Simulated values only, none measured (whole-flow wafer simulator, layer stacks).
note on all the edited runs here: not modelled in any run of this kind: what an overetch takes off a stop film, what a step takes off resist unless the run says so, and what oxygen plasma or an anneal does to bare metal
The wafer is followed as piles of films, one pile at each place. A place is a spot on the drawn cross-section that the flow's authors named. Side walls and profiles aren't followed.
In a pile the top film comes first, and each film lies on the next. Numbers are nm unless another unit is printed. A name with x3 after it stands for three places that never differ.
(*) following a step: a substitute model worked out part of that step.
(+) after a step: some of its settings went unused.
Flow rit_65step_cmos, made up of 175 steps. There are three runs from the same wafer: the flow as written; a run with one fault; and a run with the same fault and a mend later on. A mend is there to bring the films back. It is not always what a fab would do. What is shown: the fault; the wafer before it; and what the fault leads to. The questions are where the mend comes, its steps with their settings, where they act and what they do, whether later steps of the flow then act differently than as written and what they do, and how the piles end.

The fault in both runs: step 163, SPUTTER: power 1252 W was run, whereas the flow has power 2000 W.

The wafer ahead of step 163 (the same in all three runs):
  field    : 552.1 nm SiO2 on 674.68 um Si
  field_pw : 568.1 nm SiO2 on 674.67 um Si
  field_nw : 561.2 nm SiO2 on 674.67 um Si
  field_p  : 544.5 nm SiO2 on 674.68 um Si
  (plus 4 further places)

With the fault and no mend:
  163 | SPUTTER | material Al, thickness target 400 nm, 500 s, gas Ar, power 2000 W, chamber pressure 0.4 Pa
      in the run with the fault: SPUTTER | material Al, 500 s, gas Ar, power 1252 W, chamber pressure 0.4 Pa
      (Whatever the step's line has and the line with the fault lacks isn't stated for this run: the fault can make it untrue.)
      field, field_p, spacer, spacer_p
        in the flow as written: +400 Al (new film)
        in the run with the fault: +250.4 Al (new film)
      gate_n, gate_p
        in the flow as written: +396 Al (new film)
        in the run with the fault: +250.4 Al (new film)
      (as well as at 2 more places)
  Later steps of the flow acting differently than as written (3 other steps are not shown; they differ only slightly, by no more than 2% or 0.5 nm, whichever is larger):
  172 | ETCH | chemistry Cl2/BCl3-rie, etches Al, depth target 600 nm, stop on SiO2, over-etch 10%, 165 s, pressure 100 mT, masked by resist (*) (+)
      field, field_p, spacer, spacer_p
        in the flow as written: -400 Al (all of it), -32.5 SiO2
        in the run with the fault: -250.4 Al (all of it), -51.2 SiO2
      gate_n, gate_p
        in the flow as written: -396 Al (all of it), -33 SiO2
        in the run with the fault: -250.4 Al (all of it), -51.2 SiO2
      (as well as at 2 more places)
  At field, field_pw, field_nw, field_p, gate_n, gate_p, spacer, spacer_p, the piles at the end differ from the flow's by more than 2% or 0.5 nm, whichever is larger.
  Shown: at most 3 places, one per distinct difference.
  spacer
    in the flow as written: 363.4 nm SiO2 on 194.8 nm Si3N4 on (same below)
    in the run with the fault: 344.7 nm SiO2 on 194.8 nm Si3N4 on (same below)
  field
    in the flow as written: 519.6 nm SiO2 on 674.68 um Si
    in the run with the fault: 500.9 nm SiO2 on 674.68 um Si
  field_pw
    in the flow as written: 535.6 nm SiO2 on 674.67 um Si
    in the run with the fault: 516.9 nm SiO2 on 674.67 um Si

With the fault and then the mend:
  After step 164 comes the mend.
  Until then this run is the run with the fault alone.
  164a | ETCH | chemistry al pan, depth target 288.8 nm
      field, field_p, gate_n, gate_p, spacer, spacer_p
        -250.4 Al (all of it)
      field_pw, field_nw
        -250.2 Al (all of it)
  164b | SPUTTER | material Al, thickness target 400 nm, 500 s, gas Ar, power 2000 W, chamber pressure 0.4 Pa (the flow's step 163 again)
      field, field_pw, field_p, spacer, spacer_p
        +400 Al (new film)
      gate_n, gate_p
        +396 Al (new film)
      field_nw
        +397.2 Al (new film)
  Later steps of the flow that are run all act as written at every place that is followed.
  At every place that both follow, the piles at the end match the flow's.
